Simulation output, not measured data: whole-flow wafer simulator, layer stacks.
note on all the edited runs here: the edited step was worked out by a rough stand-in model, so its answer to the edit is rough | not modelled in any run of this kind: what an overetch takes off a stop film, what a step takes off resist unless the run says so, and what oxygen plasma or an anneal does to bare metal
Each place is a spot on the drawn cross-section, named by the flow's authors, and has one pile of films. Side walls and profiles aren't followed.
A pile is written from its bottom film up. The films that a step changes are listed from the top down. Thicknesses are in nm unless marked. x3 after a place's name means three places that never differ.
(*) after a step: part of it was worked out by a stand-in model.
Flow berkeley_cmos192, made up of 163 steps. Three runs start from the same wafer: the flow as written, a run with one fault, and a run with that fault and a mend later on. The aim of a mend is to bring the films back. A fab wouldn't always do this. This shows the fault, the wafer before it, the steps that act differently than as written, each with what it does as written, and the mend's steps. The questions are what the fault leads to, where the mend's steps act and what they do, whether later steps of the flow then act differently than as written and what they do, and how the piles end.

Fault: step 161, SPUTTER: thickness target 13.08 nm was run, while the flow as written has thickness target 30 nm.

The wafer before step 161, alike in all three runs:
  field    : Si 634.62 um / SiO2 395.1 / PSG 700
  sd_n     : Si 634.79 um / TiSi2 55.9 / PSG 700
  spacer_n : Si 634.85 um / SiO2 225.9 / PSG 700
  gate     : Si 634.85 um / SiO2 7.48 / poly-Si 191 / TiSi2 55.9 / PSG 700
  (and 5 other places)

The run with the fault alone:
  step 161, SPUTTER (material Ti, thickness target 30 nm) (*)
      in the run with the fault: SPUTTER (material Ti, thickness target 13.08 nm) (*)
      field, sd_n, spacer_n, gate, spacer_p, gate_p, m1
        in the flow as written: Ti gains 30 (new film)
        in the run with the fault: Ti gains 13.1 (new film)
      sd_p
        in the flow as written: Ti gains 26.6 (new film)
        in the run with the fault: Ti gains 11.6 (new film)
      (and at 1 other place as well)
  Every later step of the flow that is run acts as written, at every place that is followed, to within 2% or 0.5 nm, whichever is larger.
  At field, sd_n, spacer_n and 6 more, the piles at the end differ from the flow's by more than 2% or 0.5 nm, whichever is larger.
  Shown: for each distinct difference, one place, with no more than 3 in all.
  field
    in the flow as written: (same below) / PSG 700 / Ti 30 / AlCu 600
    in the run with the fault: (same below) / PSG 700 / Ti 13.1 / AlCu 600
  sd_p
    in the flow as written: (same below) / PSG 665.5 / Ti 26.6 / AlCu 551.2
    in the run with the fault: (same below) / PSG 665.5 / Ti 11.6 / AlCu 552.1
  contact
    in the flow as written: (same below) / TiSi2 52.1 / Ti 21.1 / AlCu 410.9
    in the run with the fault: (same below) / TiSi2 52.1 / Ti 9.19 / AlCu 413.6

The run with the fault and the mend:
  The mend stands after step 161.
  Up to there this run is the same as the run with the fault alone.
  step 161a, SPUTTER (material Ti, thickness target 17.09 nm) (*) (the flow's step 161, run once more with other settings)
      field, sd_n, spacer_n, gate, spacer_p, gate_p, m1
        Ti gains 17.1
      sd_p
        Ti gains 15.2
      contact
        Ti gains 12
  Every later step of the flow that is run acts as written at every place that is followed.
  The piles end only slightly different from the flow's at the places that both follow, by no more than 2% or 0.5 nm, whichever is larger.
